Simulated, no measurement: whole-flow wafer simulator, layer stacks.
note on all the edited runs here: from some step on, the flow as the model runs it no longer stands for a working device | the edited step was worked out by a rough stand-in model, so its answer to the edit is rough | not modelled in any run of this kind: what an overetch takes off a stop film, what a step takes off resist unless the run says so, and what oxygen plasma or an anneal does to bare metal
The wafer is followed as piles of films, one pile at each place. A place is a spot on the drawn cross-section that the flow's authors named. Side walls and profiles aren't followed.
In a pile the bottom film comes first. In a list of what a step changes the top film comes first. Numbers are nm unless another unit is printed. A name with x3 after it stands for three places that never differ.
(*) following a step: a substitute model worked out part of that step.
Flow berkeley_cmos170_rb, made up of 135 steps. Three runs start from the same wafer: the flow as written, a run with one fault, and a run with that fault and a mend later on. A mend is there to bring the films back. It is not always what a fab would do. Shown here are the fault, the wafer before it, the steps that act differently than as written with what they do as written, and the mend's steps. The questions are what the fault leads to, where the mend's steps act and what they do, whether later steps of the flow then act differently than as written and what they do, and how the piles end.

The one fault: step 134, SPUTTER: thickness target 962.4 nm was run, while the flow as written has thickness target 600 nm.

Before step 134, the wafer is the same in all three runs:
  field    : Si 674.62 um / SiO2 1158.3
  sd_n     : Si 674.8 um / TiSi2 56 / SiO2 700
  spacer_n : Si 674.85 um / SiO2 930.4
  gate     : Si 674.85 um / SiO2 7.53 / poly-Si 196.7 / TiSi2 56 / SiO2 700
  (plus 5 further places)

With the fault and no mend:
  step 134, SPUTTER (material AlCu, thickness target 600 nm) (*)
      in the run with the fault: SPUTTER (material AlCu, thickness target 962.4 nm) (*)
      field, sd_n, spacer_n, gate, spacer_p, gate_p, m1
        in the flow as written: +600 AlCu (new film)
        in the run with the fault: +962.4 AlCu (new film)
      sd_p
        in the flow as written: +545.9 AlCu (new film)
        in the run with the fault: +896.1 AlCu (new film)
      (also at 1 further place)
  Later steps of the flow that are run all act as written at every place that is followed.
  The piles end different from the flow's at field, sd_n, spacer_n and 6 more by more than 2% or 0.5 nm, whichever is larger.
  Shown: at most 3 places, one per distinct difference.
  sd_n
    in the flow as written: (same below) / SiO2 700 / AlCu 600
    in the run with the fault: (same below) / SiO2 700 / AlCu 962.4
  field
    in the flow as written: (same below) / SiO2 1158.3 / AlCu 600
    in the run with the fault: (same below) / SiO2 1158.3 / AlCu 962.4
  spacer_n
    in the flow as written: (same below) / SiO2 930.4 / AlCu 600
    in the run with the fault: (same below) / SiO2 930.4 / AlCu 962.4

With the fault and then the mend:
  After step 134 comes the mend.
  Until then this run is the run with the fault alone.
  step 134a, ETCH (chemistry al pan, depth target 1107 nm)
      field, sd_n, spacer_n, gate, spacer_p, gate_p, m1
        -962.4 AlCu (all of it)
      sd_p
        -896.1 AlCu (all of it)
      contact
        -645.7 AlCu (all of it)
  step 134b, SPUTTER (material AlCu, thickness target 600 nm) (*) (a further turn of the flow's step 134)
      field, sd_n, spacer_n, gate, spacer_p, gate_p, m1
        +600 AlCu (new film)
      sd_p
        +545.9 AlCu (new film)
      contact
        +415.1 AlCu (new film)
  Later steps of the flow that are run all act as written at every place that is followed.
  The piles end the same as the flow's at every place that both follow.
